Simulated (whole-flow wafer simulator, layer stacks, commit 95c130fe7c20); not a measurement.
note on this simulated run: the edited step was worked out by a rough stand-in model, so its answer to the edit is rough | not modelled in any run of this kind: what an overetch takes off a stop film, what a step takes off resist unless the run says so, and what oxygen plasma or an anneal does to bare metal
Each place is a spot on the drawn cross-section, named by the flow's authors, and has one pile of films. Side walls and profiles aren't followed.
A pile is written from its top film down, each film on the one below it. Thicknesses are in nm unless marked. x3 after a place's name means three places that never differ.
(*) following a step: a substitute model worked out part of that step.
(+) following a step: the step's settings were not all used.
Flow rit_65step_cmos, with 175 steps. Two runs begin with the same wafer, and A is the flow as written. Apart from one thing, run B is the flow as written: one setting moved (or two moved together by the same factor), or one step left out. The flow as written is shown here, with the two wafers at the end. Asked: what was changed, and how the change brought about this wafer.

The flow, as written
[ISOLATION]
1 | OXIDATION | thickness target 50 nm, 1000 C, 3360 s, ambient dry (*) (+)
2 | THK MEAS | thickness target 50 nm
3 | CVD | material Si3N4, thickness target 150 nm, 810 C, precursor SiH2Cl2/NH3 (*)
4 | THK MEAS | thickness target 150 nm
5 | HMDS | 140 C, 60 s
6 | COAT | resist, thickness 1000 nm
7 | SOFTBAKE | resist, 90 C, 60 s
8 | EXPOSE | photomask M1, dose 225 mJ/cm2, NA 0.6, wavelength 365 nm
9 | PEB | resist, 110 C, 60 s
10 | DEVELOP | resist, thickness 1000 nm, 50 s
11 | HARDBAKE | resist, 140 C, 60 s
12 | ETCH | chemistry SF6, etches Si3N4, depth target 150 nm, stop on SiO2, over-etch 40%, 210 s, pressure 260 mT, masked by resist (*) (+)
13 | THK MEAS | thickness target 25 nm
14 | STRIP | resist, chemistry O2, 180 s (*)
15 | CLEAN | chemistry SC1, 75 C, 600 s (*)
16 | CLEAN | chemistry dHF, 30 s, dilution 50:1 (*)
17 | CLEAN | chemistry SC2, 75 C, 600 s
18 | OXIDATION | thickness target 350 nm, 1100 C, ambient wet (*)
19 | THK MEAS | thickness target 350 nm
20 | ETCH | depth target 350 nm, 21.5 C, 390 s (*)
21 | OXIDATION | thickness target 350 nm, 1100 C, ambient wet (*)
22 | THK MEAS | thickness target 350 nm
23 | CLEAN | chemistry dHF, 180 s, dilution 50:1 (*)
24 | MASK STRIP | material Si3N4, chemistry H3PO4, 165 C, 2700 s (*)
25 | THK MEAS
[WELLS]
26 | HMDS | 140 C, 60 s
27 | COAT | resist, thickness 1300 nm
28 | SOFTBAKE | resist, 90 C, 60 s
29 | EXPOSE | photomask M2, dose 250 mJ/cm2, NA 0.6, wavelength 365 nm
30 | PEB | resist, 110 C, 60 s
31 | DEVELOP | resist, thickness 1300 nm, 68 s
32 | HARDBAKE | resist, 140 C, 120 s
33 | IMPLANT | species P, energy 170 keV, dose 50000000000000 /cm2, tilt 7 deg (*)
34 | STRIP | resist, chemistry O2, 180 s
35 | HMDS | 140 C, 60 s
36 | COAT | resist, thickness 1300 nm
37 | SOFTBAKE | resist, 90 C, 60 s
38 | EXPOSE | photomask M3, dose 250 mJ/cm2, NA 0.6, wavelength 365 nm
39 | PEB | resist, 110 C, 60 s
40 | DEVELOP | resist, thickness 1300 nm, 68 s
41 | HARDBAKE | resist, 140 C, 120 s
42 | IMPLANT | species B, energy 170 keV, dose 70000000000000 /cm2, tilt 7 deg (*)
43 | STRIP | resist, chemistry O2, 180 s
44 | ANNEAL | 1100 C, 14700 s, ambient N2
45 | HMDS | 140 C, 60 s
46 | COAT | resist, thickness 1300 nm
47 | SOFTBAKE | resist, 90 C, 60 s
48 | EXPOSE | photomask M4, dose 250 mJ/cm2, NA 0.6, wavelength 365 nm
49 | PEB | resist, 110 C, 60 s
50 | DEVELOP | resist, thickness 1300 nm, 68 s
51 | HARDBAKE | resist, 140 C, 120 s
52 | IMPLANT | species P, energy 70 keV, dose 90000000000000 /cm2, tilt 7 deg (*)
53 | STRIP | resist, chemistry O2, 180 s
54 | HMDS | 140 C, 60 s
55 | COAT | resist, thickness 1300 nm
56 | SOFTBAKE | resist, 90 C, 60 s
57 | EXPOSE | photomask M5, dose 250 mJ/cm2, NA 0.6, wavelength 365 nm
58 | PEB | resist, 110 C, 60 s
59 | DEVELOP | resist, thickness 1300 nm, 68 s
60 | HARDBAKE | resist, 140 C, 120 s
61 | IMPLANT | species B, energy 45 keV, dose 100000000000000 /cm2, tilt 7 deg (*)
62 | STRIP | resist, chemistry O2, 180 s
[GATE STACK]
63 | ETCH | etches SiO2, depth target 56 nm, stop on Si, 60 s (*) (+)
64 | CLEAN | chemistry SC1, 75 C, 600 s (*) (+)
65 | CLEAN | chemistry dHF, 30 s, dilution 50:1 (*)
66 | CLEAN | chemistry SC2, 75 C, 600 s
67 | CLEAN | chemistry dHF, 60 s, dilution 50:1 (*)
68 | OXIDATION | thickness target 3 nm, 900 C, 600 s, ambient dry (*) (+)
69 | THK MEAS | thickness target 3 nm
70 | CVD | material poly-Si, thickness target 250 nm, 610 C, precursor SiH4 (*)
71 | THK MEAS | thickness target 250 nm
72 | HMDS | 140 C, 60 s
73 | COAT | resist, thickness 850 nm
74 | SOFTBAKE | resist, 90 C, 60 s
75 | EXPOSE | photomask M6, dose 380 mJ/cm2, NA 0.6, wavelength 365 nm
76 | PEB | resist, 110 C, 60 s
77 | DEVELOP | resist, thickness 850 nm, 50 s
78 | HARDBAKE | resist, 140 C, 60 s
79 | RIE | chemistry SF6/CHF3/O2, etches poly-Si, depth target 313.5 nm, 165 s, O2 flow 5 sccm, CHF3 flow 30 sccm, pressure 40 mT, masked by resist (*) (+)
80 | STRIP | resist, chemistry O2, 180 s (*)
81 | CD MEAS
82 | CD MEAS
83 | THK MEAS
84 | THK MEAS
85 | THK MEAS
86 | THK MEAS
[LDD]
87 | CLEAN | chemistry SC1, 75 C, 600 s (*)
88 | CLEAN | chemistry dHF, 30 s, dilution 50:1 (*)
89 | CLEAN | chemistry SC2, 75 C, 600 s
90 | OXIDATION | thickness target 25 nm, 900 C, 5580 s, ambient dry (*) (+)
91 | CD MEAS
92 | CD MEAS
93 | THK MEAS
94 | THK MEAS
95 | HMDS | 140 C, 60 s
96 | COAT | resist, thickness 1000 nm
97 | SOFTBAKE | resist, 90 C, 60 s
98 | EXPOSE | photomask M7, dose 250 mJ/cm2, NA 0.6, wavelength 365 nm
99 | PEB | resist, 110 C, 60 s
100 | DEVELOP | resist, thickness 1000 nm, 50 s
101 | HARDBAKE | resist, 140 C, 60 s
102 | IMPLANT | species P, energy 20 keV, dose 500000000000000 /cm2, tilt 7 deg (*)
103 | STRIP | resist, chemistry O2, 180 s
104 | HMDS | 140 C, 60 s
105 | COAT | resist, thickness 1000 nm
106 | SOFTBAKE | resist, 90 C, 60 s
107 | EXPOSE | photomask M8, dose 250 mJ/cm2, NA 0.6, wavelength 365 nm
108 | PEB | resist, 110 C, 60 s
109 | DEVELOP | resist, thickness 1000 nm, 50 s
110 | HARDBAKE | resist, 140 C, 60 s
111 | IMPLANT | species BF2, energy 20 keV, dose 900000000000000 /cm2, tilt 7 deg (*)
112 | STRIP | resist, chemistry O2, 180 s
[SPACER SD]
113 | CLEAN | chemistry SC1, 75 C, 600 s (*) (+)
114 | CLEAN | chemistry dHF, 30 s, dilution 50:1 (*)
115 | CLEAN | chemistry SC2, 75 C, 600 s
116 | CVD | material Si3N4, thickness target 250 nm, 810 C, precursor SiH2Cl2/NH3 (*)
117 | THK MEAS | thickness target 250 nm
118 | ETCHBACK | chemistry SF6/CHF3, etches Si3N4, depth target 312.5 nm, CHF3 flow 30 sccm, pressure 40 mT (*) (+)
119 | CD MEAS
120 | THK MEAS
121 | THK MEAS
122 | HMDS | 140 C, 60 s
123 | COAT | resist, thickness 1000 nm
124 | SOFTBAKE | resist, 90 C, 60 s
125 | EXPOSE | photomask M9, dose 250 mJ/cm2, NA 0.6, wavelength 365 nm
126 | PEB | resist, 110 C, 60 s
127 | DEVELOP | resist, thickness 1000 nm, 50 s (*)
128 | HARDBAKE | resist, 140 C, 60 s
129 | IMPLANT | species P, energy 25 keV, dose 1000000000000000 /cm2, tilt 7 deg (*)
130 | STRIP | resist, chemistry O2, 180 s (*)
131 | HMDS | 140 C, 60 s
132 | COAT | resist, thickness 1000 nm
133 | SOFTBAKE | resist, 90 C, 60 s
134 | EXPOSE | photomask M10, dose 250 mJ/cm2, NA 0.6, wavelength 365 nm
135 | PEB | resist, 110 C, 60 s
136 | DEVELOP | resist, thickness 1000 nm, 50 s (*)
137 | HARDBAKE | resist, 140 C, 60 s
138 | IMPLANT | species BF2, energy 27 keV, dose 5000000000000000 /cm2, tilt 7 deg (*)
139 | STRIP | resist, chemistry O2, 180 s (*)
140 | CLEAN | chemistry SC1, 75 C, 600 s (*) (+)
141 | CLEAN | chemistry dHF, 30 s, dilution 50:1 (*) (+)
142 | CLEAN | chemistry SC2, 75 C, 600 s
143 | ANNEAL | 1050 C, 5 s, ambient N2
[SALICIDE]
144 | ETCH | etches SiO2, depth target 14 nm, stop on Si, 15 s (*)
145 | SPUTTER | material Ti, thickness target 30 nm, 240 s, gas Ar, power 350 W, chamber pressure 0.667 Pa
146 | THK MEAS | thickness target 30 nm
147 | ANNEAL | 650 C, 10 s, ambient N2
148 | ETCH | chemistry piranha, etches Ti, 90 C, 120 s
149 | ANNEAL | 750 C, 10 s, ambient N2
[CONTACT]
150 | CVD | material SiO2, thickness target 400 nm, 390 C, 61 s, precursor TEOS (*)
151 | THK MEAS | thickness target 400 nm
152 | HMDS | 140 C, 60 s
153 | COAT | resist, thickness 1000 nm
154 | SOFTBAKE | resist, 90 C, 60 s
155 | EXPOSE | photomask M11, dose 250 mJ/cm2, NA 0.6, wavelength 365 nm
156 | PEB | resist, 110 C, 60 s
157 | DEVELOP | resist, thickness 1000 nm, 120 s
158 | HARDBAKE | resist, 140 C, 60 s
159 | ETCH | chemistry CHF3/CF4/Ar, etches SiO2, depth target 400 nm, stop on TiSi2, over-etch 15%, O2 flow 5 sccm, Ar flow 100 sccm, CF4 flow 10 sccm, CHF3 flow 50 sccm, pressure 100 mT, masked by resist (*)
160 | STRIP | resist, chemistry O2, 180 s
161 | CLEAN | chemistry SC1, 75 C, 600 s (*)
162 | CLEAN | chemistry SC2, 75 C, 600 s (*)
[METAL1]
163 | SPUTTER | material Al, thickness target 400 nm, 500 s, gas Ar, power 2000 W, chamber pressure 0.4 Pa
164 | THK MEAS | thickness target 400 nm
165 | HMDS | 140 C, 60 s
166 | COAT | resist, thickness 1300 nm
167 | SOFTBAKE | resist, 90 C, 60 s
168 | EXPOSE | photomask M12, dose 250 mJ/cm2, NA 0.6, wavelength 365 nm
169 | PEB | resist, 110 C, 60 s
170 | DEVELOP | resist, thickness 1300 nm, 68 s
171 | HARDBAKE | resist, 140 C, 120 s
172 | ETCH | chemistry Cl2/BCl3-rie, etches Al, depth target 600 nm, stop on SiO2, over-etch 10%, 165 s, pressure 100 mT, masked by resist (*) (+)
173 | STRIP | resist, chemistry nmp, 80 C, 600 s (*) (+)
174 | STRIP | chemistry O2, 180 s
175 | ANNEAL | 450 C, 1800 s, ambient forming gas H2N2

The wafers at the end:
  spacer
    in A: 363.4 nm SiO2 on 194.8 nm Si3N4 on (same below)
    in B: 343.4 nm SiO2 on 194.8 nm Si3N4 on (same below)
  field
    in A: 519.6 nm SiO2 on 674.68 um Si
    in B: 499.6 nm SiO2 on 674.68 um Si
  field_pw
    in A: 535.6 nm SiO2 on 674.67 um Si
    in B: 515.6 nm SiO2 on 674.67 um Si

The reason: step 150, CVD: thickness target 380 nm was run, whereas the flow has thickness target 400 nm.

The path from the change to this, step by step:
  150 | CVD | material SiO2, thickness target 400 nm, 390 C, 61 s, precursor TEOS (*)
      field, field_pw, field_nw, field_p: A SiO2 gains 400 | B SiO2 gains 380
      spacer, spacer_p: A SiO2 gains 400 (new film) | B SiO2 gains 380 (new film)
      (also at 2 further places)
  159 | ETCH | chemistry CHF3/CF4/Ar, etches SiO2, depth target 400 nm, stop on TiSi2, over-etch 15%, O2 flow 5 sccm, Ar flow 100 sccm, CF4 flow 10 sccm, CHF3 flow 50 sccm, pressure 100 mT, masked by resist (*)
      field, field_pw, field_nw, field_p, gate_n, gate_p, spacer, spacer_p: A resist loses 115 | B resist loses 109.2
